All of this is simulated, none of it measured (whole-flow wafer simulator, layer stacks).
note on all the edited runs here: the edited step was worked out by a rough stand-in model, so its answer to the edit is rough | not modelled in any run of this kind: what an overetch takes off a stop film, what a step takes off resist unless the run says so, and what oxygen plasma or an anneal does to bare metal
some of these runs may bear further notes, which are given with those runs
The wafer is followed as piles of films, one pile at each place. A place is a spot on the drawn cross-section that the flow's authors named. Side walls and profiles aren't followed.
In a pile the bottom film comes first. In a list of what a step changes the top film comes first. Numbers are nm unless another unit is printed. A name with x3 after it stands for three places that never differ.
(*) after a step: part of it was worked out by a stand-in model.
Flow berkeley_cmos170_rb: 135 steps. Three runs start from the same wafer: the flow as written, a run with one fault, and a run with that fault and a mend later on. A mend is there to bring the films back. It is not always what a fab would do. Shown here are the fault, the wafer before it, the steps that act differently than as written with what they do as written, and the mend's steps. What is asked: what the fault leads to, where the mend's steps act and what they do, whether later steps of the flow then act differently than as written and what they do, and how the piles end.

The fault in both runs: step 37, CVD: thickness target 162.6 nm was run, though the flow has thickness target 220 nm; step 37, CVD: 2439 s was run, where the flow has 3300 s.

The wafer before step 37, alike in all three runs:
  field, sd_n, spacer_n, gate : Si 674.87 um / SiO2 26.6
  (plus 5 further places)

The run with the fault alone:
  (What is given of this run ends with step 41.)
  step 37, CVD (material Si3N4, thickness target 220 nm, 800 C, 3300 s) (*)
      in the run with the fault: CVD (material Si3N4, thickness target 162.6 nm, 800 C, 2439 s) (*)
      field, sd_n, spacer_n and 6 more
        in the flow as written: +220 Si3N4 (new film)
        in the run with the fault: +162.6 Si3N4 (new film)
  Later steps of the flow up to step 41 that are run all act as written at every place that is followed.
  After step 41, at field, sd_n, spacer_n and 6 more, the piles differ from the flow's by more than 2% or 0.5 nm, whichever is larger.
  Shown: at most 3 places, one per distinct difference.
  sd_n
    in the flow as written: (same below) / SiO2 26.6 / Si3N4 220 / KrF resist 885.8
    in the run with the fault: (same below) / SiO2 26.6 / Si3N4 162.6 / KrF resist 885.8
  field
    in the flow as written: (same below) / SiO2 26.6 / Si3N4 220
    in the run with the fault: (same below) / SiO2 26.6 / Si3N4 162.6

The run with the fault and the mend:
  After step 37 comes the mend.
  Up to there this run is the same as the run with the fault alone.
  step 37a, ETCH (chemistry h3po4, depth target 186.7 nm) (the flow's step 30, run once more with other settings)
      field, sd_n, spacer_n and 6 more
        -162.6 Si3N4 (all of it)
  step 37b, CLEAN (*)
      does not change any film at any place that is followed
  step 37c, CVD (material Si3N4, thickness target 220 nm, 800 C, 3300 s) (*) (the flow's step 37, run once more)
      field, sd_n, spacer_n and 6 more
        +220 Si3N4 (new film)
  Later steps of the flow that are run all act as written at every place that is followed.
  At every place that both follow, the piles at the end match the flow's.
